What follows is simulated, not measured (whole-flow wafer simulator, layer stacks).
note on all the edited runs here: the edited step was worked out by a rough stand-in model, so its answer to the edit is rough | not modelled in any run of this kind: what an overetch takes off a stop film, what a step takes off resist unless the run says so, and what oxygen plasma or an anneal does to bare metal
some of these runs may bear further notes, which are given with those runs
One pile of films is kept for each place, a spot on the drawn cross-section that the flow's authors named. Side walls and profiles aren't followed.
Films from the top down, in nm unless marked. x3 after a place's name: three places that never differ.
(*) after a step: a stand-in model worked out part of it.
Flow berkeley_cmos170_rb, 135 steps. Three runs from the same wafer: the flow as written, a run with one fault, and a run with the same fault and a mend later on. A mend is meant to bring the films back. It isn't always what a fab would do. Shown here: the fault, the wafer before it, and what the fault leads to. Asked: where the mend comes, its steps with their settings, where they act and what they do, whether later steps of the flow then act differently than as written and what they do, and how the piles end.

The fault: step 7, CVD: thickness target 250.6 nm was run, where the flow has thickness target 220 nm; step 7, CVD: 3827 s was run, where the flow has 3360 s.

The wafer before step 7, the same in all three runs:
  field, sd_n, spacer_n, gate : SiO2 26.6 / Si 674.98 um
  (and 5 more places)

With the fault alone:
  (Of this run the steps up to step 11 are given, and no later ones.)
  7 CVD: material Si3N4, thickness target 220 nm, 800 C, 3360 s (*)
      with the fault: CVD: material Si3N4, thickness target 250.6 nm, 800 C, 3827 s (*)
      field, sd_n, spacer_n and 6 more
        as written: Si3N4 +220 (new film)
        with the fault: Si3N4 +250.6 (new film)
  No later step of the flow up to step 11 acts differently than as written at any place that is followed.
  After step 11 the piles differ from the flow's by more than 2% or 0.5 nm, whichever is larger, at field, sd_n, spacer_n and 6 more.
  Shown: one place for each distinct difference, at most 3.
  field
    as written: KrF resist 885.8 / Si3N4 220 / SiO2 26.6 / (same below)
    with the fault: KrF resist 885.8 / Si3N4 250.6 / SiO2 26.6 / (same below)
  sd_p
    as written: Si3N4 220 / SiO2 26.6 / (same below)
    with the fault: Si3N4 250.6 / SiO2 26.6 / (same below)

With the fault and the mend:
  The mend comes after step 7.
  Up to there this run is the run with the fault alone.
  7a ETCH: chemistry h3po4, depth target 30.6 nm
      field, sd_n, spacer_n and 6 more
        Si3N4 -30.6
  No later step of the flow acts differently than as written at any place that is followed.
  At the end the piles are the same as the flow's at every place that both follow.
